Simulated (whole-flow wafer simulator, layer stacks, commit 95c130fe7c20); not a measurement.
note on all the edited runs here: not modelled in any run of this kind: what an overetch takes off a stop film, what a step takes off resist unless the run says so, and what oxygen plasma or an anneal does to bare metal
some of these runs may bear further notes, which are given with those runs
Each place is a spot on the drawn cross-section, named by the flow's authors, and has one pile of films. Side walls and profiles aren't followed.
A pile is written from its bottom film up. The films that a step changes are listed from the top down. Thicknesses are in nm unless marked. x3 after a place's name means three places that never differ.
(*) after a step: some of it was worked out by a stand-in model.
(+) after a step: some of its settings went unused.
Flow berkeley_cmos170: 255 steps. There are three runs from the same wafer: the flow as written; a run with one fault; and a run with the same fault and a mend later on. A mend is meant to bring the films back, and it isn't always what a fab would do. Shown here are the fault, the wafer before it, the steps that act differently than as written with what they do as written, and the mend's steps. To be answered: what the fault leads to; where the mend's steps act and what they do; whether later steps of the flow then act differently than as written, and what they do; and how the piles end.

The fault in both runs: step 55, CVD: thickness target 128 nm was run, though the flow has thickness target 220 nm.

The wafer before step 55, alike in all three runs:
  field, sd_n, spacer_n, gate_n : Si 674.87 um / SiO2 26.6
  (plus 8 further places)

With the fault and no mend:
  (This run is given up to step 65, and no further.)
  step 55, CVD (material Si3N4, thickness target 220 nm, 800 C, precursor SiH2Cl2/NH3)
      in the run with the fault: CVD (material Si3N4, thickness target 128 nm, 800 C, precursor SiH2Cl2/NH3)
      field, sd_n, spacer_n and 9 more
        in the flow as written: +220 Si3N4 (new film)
        in the run with the fault: +128 Si3N4 (new film)
  Steps further on in the flow that do not act as written:
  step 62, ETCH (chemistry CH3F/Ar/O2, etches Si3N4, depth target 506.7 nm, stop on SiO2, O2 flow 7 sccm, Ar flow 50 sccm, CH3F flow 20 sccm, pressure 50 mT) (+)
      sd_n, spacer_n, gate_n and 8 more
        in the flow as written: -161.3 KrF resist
        in the run with the fault: -100 KrF resist
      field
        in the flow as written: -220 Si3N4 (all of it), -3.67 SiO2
        in the run with the fault: -128 Si3N4 (all of it), -3.67 SiO2
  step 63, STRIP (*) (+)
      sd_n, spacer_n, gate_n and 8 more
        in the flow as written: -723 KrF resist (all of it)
        in the run with the fault: -784.4 KrF resist (all of it)
  After step 65, at sd_n, spacer_n, gate_n and 8 more, the piles differ from the flow's by more than 2% or 0.5 nm, whichever is larger.
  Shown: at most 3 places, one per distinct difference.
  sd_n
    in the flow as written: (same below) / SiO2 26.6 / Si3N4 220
    in the run with the fault: (same below) / SiO2 26.6 / Si3N4 128

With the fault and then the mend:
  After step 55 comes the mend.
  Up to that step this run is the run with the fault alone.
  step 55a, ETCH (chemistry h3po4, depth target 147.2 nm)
      field, sd_n, spacer_n and 9 more
        -128 Si3N4 (all of it)
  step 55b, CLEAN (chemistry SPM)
      leaves every film unchanged at each place that is followed
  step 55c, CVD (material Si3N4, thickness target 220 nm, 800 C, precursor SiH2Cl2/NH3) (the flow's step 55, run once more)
      field, sd_n, spacer_n and 9 more
        +220 Si3N4 (new film)
  None of the later steps of the flow acts differently than as written at any place that is followed.
  At every place that both follow, the piles at the end match the flow's.
